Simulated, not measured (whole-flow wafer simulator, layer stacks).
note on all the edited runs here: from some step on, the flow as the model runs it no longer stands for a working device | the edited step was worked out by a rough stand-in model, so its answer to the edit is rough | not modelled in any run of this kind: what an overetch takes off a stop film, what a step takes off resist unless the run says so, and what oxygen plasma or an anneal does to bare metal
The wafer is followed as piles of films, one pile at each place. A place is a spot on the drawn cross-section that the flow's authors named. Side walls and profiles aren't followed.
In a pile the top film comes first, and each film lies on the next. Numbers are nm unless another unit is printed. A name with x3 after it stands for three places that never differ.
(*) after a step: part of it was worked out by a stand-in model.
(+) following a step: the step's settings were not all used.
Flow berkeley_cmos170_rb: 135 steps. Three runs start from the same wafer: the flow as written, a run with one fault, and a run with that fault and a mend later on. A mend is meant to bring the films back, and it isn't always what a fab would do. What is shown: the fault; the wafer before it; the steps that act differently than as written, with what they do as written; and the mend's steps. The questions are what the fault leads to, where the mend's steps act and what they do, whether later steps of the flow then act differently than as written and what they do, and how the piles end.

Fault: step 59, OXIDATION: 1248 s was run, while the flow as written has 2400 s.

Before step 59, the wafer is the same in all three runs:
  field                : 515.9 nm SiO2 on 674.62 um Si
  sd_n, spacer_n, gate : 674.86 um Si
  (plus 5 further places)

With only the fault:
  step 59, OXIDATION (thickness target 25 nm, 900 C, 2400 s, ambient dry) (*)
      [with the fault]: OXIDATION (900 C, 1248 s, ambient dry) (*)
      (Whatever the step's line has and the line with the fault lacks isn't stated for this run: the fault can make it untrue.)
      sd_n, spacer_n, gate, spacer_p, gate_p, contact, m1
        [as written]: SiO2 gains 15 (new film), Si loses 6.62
        [with the fault]: SiO2 gains 9.97 (new film), Si loses 4.39
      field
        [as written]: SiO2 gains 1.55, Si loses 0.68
        [with the fault]: SiO2 gains 0.8, Si loses 0.35
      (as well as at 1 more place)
  Steps later in the flow that act otherwise than as written (not shown: 30 more steps that differ only slightly, by at most 2% or 0.5 nm, whichever is larger):
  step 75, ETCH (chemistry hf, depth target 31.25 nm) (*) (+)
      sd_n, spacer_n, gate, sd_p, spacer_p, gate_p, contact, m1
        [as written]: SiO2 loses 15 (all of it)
        [with the fault]: SiO2 loses 9.97 (all of it)
  When the end is reached, the piles differ only a little from the flow's at the places that both follow, at most by 2% or 0.5 nm, whichever is larger.

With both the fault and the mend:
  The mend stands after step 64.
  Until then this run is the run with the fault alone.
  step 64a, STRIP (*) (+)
      sd_p
        KrF resist loses 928 (all of it)
      spacer_p
        KrF resist loses 911.2 (all of it)
      gate_p
        KrF resist loses 910.3 (all of it)
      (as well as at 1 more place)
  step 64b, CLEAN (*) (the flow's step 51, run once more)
      alters no film at any place that is followed
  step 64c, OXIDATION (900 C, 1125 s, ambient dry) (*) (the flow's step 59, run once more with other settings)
      sd_n, spacer_n, gate, sd_p, spacer_p, gate_p, contact, m1
        SiO2 gains 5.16, Si loses 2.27
      field
        SiO2 gains 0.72, Si loses 0.32
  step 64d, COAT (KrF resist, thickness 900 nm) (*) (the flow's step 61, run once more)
      field
        KrF resist gains 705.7 (new film)
      sd_n
        KrF resist gains 957.4 (new film)
      spacer_n
        KrF resist gains 924.9 (new film)
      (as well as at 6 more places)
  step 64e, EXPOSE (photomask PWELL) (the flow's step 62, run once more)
      alters no film at any place that is followed
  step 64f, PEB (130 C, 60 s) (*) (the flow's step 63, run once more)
      alters no film at any place that is followed
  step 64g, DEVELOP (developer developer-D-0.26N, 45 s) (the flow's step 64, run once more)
      sd_p, spacer_p, gate_p, m1
        KrF resist loses 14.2
      field
        KrF resist loses 705.7 (all of it)
      sd_n
        KrF resist loses 957.4 (all of it)
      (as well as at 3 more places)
  Every later step of the flow that is run acts as written, at every place that is followed, to within 2% or 0.5 nm, whichever is larger.
  When the end is reached, the piles differ only a little from the flow's at the places that both follow, at most by 2% or 0.5 nm, whichever is larger.
